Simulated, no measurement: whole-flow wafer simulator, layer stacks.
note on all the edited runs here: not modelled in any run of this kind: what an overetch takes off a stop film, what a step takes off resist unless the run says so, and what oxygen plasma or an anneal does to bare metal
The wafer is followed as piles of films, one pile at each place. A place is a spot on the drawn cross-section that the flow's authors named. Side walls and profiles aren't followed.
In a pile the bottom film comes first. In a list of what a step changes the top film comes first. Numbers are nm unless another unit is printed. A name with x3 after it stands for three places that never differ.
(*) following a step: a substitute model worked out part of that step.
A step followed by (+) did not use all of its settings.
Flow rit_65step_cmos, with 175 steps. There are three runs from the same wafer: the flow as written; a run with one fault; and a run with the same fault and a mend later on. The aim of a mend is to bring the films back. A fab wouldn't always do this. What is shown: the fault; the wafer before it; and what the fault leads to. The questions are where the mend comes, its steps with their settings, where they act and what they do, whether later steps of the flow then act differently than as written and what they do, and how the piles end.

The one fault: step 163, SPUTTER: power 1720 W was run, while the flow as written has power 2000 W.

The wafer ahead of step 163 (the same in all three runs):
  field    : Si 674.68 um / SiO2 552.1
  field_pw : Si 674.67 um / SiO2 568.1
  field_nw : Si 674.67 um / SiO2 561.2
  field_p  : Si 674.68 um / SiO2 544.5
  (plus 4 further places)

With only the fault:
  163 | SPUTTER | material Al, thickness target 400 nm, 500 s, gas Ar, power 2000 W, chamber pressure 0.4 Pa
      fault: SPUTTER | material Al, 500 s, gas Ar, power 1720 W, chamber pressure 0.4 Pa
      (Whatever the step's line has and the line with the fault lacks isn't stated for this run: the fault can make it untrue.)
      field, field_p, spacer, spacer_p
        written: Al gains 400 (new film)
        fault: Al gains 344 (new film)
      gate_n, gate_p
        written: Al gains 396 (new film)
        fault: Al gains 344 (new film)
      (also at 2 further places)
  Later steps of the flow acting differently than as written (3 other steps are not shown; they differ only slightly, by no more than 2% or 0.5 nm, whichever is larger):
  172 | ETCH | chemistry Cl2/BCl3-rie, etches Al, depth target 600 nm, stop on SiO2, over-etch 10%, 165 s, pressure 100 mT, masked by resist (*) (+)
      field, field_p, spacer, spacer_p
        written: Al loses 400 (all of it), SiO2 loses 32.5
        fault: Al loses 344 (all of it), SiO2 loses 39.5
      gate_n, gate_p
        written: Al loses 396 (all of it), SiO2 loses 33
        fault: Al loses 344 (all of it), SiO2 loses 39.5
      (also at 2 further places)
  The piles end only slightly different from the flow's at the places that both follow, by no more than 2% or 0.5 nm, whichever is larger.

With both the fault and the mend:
  After step 164 comes the mend.
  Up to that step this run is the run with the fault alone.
  164a | ETCH | chemistry al pan, depth target 396.4 nm
      field, field_p, gate_n, gate_p, spacer, spacer_p
        Al loses 344 (all of it)
      field_pw
        Al loses 342.7 (all of it)
      field_nw
        Al loses 343.3 (all of it)
  164b | SPUTTER | material Al, thickness target 400 nm, 500 s, gas Ar, power 2000 W, chamber pressure 0.4 Pa (the flow's step 163 again)
      field, field_pw, field_p, spacer, spacer_p
        Al gains 400 (new film)
      gate_n, gate_p
        Al gains 396 (new film)
      field_nw
        Al gains 397.2 (new film)
  Every later step of the flow that is run acts as written at every place that is followed.
  The piles end the same as the flow's at every place that both follow.
